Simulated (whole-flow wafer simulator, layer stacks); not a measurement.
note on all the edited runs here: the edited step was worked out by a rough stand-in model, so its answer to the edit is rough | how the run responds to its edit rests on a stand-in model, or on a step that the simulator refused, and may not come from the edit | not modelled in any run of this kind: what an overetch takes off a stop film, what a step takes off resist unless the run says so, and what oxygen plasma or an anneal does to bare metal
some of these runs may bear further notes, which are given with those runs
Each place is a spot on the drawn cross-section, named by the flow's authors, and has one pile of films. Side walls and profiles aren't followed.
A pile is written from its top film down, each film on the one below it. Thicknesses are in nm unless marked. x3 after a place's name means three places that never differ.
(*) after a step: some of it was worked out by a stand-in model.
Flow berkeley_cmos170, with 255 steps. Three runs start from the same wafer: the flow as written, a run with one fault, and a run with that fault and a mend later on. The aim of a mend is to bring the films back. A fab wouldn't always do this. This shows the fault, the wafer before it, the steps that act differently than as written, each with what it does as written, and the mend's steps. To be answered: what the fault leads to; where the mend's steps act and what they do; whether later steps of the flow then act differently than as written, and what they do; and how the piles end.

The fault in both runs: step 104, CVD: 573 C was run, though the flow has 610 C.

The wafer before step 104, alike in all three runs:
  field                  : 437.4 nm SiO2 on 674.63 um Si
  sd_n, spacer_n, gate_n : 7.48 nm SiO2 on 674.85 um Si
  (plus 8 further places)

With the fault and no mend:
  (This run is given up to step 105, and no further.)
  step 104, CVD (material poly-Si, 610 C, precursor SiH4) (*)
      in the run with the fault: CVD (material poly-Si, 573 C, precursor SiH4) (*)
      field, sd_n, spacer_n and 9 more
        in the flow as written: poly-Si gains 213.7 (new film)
        in the run with the fault: poly-Si gains 95.2 (new film)
  Every later step of the flow up to step 105 that is run acts as written at every place that is followed.
  After step 105, at field, sd_n, spacer_n and 9 more, the piles differ from the flow's by more than 2% or 0.5 nm, whichever is larger.
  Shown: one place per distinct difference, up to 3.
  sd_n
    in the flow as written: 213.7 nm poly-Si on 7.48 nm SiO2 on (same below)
    in the run with the fault: 95.2 nm poly-Si on 7.48 nm SiO2 on (same below)
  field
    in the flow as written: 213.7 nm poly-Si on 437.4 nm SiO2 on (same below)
    in the run with the fault: 95.2 nm poly-Si on 437.4 nm SiO2 on (same below)

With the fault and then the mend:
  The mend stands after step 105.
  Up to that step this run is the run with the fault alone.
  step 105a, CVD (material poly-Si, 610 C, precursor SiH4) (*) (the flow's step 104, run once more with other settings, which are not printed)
      field, sd_n, spacer_n and 9 more
        poly-Si gains 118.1
  Every later step of the flow that is run acts as written, at every place that is followed, to within 2% or 0.5 nm, whichever is larger.
  The piles end only slightly different from the flow's at the places that both follow, by no more than 2% or 0.5 nm, whichever is larger.
